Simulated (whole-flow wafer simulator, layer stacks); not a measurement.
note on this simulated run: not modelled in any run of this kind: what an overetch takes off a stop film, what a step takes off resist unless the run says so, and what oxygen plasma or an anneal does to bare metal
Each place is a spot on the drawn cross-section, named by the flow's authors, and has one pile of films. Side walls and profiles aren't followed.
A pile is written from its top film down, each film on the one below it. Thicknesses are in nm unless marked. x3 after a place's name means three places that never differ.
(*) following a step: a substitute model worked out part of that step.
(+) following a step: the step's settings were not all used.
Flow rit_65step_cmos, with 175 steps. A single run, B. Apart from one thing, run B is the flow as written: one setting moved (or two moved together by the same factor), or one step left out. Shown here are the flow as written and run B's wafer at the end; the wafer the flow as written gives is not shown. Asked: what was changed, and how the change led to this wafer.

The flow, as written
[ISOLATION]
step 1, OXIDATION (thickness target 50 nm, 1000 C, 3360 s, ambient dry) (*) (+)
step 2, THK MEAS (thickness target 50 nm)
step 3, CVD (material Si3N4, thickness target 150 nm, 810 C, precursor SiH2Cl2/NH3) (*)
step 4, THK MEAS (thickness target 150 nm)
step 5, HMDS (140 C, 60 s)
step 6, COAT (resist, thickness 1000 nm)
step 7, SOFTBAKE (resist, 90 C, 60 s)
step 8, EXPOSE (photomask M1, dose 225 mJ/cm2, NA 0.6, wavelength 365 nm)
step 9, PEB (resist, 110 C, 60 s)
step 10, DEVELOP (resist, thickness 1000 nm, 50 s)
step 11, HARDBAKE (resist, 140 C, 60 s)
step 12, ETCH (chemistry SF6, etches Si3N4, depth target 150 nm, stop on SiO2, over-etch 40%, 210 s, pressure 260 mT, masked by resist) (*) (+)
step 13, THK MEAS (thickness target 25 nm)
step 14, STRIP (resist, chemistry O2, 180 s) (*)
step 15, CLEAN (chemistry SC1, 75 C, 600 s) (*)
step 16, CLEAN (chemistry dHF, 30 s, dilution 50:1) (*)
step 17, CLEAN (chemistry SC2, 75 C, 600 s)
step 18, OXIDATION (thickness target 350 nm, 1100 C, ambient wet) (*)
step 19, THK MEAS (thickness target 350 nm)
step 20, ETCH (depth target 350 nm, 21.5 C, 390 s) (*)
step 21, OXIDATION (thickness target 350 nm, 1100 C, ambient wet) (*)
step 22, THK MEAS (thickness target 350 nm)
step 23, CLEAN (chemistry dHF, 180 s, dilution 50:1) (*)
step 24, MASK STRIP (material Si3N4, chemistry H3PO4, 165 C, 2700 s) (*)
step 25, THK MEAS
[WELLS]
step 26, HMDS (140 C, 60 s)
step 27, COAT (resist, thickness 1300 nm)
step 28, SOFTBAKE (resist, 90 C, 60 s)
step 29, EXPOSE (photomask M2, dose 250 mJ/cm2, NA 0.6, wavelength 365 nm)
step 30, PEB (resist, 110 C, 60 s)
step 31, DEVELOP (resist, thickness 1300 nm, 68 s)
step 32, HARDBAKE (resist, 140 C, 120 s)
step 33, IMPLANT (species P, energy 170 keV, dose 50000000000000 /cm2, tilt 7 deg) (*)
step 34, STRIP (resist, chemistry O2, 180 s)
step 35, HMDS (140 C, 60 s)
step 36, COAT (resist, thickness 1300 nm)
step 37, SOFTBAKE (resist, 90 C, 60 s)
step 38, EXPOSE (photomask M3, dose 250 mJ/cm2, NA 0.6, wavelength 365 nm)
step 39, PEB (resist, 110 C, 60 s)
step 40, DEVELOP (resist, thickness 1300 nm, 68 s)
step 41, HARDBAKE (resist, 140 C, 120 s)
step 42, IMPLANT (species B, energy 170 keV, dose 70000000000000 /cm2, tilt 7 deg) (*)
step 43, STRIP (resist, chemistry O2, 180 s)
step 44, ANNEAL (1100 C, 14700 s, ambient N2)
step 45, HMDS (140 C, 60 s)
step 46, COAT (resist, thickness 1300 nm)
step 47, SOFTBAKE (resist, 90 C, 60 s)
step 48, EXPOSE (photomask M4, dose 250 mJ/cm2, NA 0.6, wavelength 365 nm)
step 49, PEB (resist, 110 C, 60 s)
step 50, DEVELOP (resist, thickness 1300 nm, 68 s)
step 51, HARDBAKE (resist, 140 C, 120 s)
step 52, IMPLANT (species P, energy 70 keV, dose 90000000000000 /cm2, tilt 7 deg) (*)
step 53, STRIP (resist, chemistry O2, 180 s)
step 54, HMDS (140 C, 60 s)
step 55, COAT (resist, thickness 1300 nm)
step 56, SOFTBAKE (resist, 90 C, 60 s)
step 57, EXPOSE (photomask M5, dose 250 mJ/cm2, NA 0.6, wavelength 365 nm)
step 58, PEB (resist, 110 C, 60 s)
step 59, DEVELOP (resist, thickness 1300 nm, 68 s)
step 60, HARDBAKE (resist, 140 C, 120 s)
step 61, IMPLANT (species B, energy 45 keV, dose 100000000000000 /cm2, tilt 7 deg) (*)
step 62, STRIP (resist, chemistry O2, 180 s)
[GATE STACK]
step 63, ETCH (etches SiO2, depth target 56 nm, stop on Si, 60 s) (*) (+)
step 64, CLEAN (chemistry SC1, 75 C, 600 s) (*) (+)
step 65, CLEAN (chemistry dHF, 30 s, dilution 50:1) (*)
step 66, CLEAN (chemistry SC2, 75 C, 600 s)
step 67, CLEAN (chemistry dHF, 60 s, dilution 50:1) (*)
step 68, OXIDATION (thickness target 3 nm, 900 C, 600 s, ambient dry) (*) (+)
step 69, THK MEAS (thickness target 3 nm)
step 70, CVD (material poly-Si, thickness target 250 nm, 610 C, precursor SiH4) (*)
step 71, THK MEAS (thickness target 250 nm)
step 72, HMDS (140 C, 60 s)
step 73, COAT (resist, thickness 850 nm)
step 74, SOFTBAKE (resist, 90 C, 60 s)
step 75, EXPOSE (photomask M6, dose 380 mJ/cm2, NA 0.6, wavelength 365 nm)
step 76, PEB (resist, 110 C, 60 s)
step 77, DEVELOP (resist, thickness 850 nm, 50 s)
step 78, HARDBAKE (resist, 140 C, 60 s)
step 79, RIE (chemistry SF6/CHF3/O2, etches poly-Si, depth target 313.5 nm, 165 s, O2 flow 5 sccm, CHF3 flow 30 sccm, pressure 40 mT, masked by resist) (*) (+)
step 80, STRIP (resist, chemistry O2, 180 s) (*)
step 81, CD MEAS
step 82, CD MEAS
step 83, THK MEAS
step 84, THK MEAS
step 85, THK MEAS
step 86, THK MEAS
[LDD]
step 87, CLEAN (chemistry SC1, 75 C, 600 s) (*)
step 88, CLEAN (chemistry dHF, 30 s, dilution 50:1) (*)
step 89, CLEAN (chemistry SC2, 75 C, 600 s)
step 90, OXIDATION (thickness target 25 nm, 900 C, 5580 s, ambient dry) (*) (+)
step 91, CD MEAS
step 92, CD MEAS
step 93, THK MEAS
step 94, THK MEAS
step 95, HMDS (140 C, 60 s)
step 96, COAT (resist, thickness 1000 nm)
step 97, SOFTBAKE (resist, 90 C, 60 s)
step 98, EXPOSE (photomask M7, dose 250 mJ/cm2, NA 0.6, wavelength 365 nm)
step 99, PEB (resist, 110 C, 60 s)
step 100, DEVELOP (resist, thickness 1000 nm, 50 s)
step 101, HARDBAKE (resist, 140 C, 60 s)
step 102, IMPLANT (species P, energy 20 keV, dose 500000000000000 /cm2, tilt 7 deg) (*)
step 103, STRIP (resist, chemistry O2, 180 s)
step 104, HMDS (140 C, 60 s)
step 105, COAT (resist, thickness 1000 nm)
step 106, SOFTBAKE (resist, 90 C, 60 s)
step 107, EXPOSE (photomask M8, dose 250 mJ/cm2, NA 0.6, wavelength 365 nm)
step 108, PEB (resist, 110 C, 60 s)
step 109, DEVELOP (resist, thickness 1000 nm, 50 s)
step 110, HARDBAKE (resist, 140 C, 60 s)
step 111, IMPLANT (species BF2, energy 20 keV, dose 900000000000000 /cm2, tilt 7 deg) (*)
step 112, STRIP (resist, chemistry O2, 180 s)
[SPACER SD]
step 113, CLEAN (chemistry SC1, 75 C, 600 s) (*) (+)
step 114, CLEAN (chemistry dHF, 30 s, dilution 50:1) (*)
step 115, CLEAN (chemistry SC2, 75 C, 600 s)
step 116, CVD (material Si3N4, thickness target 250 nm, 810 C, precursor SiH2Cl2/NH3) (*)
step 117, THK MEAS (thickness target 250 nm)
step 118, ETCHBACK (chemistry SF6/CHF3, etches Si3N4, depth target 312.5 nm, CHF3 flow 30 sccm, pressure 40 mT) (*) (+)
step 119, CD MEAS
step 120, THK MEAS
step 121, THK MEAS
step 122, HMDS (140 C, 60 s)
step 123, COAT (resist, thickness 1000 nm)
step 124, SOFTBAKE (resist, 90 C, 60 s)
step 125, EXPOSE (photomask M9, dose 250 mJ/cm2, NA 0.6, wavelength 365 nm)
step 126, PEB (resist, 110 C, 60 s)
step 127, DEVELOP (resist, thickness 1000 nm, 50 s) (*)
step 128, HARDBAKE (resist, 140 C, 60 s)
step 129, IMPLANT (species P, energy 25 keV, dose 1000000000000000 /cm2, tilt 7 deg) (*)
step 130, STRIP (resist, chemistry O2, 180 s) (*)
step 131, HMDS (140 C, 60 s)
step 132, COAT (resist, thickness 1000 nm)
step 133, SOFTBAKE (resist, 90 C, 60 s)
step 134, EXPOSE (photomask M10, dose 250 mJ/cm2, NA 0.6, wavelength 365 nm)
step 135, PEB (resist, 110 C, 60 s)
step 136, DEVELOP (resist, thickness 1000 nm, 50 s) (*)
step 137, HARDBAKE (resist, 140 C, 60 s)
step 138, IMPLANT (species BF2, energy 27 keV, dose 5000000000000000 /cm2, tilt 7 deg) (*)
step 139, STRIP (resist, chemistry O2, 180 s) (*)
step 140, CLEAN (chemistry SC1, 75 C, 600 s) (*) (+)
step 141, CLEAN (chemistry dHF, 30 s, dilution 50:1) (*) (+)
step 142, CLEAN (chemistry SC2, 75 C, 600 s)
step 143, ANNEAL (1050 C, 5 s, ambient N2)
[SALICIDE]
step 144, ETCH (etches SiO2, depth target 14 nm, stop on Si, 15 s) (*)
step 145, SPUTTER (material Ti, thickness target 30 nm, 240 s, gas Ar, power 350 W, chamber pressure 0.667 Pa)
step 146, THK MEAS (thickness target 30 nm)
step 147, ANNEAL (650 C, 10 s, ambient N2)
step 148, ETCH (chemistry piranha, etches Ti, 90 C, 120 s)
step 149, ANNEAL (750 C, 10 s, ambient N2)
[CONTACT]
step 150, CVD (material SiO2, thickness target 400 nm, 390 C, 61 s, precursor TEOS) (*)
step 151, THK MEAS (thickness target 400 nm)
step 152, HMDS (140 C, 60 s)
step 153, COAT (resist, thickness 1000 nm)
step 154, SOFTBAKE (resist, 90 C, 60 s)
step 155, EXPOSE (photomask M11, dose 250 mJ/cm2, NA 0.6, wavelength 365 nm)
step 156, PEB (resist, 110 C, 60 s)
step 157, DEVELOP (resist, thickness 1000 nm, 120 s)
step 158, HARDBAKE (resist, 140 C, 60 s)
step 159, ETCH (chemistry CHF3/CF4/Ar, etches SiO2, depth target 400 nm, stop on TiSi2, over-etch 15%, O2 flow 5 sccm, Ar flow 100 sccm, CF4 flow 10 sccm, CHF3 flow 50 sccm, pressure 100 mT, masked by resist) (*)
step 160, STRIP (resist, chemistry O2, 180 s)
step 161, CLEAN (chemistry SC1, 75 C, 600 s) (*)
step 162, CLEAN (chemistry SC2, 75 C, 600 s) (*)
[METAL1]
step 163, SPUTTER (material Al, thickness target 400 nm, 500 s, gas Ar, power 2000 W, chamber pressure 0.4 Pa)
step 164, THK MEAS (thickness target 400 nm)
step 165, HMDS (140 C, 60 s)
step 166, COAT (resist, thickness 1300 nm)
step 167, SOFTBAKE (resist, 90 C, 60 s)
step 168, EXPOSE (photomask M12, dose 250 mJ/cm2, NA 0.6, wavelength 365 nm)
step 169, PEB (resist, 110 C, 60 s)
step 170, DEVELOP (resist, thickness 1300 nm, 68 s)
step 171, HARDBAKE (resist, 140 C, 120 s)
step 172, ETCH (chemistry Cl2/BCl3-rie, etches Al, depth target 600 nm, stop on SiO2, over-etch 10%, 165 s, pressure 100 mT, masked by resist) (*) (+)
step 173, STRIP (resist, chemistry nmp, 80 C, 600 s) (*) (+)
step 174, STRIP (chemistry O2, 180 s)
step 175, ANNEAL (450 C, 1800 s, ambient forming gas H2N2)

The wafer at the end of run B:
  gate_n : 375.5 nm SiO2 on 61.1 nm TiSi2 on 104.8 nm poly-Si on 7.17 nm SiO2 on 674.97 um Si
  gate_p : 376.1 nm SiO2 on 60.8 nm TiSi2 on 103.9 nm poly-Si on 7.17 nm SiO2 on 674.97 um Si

What caused this: step 145, SPUTTER: 288 s was run, though the flow has 240 s.

The path from the change to this, step by step:
  step 145, SPUTTER (material Ti, thickness target 30 nm, 240 s, gas Ar, power 350 W, chamber pressure 0.667 Pa)
      field, field_pw, field_nw, field_p, spacer, spacer_p: Ti gains 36 (new film) (in the flow as written it would be: Ti gains 30 (new film))
      gate_n: Ti gains 32.8 (new film) (in the flow as written it would be: Ti gains 27.3 (new film))
      (also at 1 further place)
  step 147, ANNEAL (650 C, 10 s, ambient N2)
      gate_n: Ti loses 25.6, TiSi first gains 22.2 (new film), TiSi2 C49 gains 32 (new film), poly-Si loses 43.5 (in the flow as written it would be: Ti loses 21.3, TiSi first gains 9.82 (new film), TiSi2 C49 gains 39.5 (new film), poly-Si loses 41.9)
      gate_p: Ti loses 25.5, TiSi first gains 21.8 (new film), TiSi2 C49 gains 32.3 (new film), poly-Si loses 43.5 (in the flow as written it would be: Ti loses 21.2, TiSi first gains 9.56 (new film), TiSi2 C49 gains 39.6 (new film), poly-Si loses 41.9)
  step 148, ETCH (chemistry piranha, etches Ti, 90 C, 120 s)
      field, field_pw, field_nw, field_p, spacer, spacer_p: Ti loses 36 (all of it) (in the flow as written it would be: Ti loses 30 (all of it))
      gate_n: Ti loses 7.21 (all of it), TiSi first loses 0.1 (in the flow as written it would be: Ti loses 6 (all of it), TiSi first loses 0.1)
      (also at 1 further place)
  step 149, ANNEAL (750 C, 10 s, ambient N2)
      gate_n: TiSi2 gains 61.1 (new film), TiSi first loses 22.1 (all of it), TiSi2 C49 loses 32 (all of it), poly-Si loses 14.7 (in the flow as written it would be: TiSi2 gains 50.8 (new film), TiSi first loses 9.72 (all of it), TiSi2 C49 loses 39.5 (all of it), poly-Si loses 6.48)
      gate_p: TiSi2 gains 60.8 (new film), TiSi first loses 21.7 (all of it), TiSi2 C49 loses 32.3 (all of it), poly-Si loses 14.5 (in the flow as written it would be: TiSi2 gains 50.6 (new film), TiSi first loses 9.46 (all of it), TiSi2 C49 loses 39.6 (all of it), poly-Si loses 6.31)
